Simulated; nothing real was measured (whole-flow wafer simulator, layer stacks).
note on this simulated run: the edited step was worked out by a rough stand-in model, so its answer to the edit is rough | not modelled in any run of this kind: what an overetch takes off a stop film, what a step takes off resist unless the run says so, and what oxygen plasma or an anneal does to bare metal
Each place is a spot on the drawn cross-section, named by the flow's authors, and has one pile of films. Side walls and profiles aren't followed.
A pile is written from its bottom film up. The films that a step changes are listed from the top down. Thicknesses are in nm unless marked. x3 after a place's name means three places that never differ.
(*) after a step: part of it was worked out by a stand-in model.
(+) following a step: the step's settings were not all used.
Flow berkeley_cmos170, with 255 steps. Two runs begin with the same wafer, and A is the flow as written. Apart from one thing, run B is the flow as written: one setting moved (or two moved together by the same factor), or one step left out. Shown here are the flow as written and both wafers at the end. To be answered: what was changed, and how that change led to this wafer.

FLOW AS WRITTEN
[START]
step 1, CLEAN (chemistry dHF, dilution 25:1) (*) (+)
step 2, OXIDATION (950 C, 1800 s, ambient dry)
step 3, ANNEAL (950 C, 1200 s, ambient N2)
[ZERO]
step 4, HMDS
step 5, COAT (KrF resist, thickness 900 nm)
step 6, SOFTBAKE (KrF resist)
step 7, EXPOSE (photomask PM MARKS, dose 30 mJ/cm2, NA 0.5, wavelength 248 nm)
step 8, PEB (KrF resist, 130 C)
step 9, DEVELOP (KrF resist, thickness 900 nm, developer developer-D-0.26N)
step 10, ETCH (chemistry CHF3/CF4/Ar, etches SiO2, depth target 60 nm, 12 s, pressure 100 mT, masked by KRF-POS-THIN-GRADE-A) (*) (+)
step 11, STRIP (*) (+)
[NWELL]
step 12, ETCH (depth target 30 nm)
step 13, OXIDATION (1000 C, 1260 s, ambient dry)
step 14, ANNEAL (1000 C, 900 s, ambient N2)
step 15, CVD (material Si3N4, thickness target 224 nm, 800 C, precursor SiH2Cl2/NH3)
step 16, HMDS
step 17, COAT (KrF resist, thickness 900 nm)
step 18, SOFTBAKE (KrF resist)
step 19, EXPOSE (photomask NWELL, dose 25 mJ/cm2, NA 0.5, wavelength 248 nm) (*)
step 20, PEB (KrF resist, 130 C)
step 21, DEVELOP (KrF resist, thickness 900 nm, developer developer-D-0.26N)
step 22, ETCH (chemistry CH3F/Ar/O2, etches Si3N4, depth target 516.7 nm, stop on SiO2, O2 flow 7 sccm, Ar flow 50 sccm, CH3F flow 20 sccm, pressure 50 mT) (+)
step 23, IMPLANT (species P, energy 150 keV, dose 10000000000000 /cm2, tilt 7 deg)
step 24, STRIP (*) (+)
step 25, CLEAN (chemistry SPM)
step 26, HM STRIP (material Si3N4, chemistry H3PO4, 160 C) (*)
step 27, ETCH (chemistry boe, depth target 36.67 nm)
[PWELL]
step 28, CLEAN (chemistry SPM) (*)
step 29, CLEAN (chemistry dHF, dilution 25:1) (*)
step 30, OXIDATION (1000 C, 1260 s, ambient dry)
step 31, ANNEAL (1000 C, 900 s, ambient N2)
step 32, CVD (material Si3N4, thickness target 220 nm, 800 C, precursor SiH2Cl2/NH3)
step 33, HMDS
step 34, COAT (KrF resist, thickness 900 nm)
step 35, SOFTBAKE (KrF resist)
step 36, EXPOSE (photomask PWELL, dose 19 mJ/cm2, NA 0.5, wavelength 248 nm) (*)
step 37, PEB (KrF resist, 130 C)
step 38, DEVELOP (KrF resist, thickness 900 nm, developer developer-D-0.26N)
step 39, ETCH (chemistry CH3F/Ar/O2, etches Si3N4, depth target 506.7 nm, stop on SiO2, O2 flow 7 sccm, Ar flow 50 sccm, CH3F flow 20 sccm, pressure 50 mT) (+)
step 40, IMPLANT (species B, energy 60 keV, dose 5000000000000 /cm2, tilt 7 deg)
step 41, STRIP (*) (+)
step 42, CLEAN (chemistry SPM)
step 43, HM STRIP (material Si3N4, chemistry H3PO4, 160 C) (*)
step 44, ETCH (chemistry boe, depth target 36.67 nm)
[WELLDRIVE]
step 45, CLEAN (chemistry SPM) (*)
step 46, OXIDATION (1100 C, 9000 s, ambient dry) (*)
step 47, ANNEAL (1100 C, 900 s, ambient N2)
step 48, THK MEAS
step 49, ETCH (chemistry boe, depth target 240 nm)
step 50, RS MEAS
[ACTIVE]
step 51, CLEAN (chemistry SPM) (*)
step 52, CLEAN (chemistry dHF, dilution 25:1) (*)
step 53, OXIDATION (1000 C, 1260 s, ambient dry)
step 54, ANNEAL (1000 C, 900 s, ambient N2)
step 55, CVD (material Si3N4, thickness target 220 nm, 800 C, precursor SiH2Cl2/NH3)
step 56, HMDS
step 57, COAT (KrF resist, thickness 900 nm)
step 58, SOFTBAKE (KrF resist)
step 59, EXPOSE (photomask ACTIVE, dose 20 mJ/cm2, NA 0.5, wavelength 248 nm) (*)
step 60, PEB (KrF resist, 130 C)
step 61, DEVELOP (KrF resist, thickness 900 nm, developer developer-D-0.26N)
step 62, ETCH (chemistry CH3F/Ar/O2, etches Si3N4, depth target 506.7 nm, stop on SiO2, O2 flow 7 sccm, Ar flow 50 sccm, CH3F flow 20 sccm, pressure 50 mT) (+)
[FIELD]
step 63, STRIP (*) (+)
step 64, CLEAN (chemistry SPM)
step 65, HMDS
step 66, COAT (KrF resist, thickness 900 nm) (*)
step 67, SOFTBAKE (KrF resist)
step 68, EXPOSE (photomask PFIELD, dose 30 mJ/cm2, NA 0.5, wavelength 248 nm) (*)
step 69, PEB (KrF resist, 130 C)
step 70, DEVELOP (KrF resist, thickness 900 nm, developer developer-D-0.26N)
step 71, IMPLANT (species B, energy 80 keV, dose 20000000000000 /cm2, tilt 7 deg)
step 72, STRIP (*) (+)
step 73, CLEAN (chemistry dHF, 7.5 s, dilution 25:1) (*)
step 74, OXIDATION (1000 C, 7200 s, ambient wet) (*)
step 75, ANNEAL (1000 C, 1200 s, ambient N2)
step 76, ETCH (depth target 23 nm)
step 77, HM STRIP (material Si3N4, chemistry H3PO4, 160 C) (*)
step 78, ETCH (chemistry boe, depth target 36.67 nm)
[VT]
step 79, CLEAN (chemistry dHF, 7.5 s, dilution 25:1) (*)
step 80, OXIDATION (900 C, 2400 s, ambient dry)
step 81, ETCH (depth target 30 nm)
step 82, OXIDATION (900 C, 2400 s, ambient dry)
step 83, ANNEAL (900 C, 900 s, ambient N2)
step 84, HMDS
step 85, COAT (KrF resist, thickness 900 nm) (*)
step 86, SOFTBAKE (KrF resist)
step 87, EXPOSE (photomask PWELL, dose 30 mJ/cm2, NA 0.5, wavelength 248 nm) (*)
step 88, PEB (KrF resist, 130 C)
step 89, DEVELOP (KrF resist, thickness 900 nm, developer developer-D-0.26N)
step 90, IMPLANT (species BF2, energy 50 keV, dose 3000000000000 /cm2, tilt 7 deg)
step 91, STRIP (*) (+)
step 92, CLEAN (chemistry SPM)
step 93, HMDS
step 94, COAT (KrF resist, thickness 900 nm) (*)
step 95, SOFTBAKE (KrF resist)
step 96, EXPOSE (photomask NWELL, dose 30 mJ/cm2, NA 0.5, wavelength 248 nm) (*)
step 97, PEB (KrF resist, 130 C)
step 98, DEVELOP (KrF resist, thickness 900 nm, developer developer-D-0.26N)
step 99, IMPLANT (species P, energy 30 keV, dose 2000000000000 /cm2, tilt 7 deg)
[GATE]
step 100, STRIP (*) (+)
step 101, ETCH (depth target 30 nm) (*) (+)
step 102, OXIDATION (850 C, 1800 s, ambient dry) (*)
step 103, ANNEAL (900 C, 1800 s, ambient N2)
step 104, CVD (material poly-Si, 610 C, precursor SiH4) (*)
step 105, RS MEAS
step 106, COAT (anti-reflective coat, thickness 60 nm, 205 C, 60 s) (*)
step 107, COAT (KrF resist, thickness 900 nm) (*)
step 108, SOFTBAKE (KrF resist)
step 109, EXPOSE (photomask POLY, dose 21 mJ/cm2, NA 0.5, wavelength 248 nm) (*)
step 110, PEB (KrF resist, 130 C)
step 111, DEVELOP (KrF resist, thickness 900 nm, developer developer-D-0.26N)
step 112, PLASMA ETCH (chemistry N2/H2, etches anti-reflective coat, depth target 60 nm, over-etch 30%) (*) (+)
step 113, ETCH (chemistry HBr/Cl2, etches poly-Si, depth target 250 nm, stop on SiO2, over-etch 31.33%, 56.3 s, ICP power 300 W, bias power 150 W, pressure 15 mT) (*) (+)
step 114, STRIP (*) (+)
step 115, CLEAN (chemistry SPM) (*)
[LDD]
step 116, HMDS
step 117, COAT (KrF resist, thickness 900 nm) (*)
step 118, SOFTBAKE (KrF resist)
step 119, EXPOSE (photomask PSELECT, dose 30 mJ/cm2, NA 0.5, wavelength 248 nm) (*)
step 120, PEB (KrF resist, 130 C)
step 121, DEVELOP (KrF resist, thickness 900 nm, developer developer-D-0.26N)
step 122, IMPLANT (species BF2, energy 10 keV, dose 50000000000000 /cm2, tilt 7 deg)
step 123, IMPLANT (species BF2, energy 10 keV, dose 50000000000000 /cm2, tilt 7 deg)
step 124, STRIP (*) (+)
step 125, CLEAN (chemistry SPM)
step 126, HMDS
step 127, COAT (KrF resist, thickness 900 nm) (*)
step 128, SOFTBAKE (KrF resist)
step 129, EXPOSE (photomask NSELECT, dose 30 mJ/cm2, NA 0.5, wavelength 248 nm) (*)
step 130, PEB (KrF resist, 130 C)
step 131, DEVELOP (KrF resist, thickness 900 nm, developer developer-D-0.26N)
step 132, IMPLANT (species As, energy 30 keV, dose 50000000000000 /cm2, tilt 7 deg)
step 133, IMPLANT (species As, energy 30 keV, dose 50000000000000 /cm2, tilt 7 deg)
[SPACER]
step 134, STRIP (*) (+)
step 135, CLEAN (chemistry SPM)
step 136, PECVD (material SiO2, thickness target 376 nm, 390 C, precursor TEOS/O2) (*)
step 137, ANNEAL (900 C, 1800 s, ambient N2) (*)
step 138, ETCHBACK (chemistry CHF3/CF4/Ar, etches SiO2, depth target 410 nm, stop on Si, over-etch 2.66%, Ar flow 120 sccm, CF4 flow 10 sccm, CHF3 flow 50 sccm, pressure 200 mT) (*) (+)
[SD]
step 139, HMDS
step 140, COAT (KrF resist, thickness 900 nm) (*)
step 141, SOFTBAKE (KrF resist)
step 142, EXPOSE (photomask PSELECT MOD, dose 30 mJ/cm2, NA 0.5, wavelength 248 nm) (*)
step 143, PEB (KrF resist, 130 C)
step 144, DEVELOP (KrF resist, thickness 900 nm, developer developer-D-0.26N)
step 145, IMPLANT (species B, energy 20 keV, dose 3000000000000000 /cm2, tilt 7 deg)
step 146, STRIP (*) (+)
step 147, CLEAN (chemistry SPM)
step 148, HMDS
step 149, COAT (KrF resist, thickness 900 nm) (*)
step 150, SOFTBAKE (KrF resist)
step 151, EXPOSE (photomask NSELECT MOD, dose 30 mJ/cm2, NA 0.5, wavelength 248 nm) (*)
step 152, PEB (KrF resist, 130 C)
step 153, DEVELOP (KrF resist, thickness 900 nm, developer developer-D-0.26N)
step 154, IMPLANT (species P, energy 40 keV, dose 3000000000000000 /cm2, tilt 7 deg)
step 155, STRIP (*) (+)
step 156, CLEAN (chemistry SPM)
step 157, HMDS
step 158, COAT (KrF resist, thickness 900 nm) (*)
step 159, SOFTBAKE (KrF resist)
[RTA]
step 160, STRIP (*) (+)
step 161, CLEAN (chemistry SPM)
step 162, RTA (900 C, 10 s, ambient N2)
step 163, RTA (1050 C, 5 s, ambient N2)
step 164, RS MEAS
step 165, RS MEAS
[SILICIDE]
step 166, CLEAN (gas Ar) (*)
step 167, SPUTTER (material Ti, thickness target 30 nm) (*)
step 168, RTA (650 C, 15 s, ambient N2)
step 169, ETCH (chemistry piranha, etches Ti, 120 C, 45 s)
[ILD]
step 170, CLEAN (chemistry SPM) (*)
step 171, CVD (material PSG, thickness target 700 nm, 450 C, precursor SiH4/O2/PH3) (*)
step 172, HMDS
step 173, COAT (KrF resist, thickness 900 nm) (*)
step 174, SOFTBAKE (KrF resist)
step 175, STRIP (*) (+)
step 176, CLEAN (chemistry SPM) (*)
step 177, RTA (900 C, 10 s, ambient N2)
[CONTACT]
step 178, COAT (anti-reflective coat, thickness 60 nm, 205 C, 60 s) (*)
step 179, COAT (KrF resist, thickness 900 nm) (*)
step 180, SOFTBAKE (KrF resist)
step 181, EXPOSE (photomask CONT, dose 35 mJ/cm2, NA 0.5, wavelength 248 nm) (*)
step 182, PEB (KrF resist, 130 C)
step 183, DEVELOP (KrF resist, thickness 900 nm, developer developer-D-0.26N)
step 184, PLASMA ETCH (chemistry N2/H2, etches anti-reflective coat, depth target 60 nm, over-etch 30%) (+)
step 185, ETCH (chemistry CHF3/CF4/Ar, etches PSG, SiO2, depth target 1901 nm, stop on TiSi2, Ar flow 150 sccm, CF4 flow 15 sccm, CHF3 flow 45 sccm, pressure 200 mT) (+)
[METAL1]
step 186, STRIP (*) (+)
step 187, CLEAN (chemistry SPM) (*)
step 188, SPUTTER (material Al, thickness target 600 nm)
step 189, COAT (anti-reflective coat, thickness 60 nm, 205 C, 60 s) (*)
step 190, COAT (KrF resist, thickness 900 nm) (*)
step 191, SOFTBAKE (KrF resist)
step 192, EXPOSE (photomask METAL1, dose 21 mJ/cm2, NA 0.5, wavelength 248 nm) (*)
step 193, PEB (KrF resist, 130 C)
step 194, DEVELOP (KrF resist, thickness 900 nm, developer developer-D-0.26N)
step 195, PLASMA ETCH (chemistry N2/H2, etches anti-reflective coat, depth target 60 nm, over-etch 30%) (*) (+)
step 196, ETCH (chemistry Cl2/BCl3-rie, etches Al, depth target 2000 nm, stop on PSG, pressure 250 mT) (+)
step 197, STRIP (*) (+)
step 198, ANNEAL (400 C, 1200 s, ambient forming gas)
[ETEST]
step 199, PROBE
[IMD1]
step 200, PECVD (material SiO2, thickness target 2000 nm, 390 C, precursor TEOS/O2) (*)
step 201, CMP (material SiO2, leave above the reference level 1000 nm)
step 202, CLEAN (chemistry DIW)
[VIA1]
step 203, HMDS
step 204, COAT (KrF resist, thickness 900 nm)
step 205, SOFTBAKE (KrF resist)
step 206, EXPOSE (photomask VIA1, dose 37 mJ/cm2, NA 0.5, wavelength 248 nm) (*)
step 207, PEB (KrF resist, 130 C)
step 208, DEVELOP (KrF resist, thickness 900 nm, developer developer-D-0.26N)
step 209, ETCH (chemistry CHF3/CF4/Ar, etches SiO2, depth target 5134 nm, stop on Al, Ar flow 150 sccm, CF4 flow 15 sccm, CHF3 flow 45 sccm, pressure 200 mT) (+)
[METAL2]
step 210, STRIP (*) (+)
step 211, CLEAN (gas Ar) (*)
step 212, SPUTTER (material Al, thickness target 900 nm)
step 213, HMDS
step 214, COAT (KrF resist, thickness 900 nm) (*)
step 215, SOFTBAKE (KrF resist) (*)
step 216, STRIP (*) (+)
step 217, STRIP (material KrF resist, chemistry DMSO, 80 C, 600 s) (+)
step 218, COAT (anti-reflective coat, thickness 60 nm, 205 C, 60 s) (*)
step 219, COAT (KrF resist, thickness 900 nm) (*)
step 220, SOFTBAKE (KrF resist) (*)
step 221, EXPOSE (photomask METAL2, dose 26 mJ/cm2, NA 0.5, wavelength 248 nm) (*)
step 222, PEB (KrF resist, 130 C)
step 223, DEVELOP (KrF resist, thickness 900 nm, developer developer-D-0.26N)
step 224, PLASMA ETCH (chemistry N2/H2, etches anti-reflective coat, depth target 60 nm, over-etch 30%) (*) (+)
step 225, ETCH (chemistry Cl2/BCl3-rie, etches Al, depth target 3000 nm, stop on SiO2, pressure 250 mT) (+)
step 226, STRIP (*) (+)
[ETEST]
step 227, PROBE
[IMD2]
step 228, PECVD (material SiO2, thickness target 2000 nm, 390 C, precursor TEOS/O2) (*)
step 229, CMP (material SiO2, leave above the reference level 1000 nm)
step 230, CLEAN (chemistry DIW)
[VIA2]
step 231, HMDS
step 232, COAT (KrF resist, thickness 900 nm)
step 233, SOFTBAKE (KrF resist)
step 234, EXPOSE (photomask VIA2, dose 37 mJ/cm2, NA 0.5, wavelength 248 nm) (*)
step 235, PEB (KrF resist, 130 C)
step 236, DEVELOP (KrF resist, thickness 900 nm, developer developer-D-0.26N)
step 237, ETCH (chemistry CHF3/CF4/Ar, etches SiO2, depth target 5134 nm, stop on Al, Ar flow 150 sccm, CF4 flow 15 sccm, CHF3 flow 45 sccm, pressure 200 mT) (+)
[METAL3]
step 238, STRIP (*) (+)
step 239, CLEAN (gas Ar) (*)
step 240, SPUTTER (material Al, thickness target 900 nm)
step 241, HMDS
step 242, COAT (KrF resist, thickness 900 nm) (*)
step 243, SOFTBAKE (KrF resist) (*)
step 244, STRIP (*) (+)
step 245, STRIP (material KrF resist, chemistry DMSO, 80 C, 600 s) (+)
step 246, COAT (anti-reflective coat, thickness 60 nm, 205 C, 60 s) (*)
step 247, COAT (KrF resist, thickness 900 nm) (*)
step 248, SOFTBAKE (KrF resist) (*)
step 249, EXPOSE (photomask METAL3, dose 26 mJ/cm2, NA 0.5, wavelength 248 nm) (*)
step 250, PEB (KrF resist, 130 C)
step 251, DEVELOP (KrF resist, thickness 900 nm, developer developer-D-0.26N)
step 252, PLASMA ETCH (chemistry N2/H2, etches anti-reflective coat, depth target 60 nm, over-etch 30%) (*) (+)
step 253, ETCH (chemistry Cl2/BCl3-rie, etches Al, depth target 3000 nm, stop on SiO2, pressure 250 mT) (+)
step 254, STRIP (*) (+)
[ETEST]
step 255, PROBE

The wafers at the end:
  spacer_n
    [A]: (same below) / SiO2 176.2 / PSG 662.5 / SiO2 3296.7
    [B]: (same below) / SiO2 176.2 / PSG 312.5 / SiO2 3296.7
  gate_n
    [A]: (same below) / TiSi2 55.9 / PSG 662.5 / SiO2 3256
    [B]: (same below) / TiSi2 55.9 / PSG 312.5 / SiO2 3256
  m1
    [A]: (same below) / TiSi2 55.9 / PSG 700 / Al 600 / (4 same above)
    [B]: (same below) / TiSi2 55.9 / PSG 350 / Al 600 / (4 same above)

What caused this: step 171, CVD: thickness target 350 nm was run, while the flow as written has thickness target 700 nm.
The wafer lets one read it off: m1 has PSG 350, and step 171 as written asks for 700 nm.

How this came from the change, step by step:
  step 171, CVD (material PSG, thickness target 700 nm, 450 C, precursor SiH4/O2/PH3) (*)
      field, sd_n, spacer_n and 9 more: A +700 PSG (new film) | B +350 PSG (new film)
  step 178, COAT (anti-reflective coat, thickness 60 nm, 205 C, 60 s) (*)
      field: A +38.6 anti-reflective coat (new film) | B +36.6 anti-reflective coat (new film)
      sd_n: A +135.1 anti-reflective coat (new film) | B +130.9 anti-reflective coat (new film)
      (as well as at 5 more places)
  step 184, PLASMA ETCH (chemistry N2/H2, etches anti-reflective coat, depth target 60 nm, over-etch 30%) (+)
      field, sd_n, spacer_n and 8 more: A -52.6 KrF resist | B -50.4 KrF resist
      contact: A -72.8 anti-reflective coat (all of it), -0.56 PSG | B -69.7 anti-reflective coat (all of it), -0.54 PSG
  step 185, ETCH (chemistry CHF3/CF4/Ar, etches PSG, SiO2, depth target 1901 nm, stop on TiSi2, Ar flow 150 sccm, CF4 flow 15 sccm, CHF3 flow 45 sccm, pressure 200 mT) (+)
      field, sd_n, spacer_n and 8 more: A -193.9 KrF resist | B -106.4 KrF resist
      contact: A -699.4 PSG (all of it), -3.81 TiSi2 | B -349.5 PSG (all of it), -3.81 TiSi2
  step 186, STRIP (*) (+)
      field: A -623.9 KrF resist (all of it), -38.6 anti-reflective coat (all of it) | B -713.2 KrF resist (all of it), -36.6 anti-reflective coat (all of it)
      sd_n: A -643.8 KrF resist (all of it), -135.1 anti-reflective coat (all of it) | B -735.4 KrF resist (all of it), -130.9 anti-reflective coat (all of it)
      (as well as at 9 more places)
  step 188, SPUTTER (material Al, thickness target 600 nm)
      contact: A +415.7 Al (new film) | B +513 Al (new film)
  step 189, COAT (anti-reflective coat, thickness 60 nm, 205 C, 60 s) (*)
      field: A +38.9 anti-reflective coat (new film) | B +37.4 anti-reflective coat (new film)
      sd_n: A +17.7 anti-reflective coat (new film) | B +35.4 anti-reflective coat (new film)
      (as well as at 7 more places)
  step 190, COAT (KrF resist, thickness 900 nm) (*)
      contact: A +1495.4 KrF resist (new film) | B +1206.4 KrF resist (new film)
  step 193, PEB (KrF resist, 130 C)
      contact: A -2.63 KrF resist | B -2.03 KrF resist
  step 195, PLASMA ETCH (chemistry N2/H2, etches anti-reflective coat, depth target 60 nm, over-etch 30%) (*) (+)
      field: A -38.9 anti-reflective coat (all of it) | B -37.4 anti-reflective coat (all of it)
      sd_n: A -17.7 anti-reflective coat (all of it) | B -35.4 anti-reflective coat (all of it)
      (as well as at 4 more places)
  step 197, STRIP (*) (+)
      contact: A -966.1 KrF resist (all of it), -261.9 anti-reflective coat (all of it) | B -678.3 KrF resist (all of it), -160.6 anti-reflective coat (all of it)
      m1: A -404.7 KrF resist (all of it), -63 anti-reflective coat (all of it) | B -406.8 KrF resist (all of it), -64.3 anti-reflective coat (all of it)
      (as well as at 1 more place)
  step 200, PECVD (material SiO2, thickness target 2000 nm, 390 C, precursor TEOS/O2) (*)
      sd_n: A +2000 SiO2 (new film) | B +2062.5 SiO2 (new film)
      contact: A +1949.3 SiO2 (new film) | B +2000 SiO2 (new film)
  step 201, CMP (material SiO2, leave above the reference level 1000 nm)
      sd_n: A -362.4 SiO2 | B -424.9 SiO2
      contact: A -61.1 SiO2 | B -559.1 SiO2
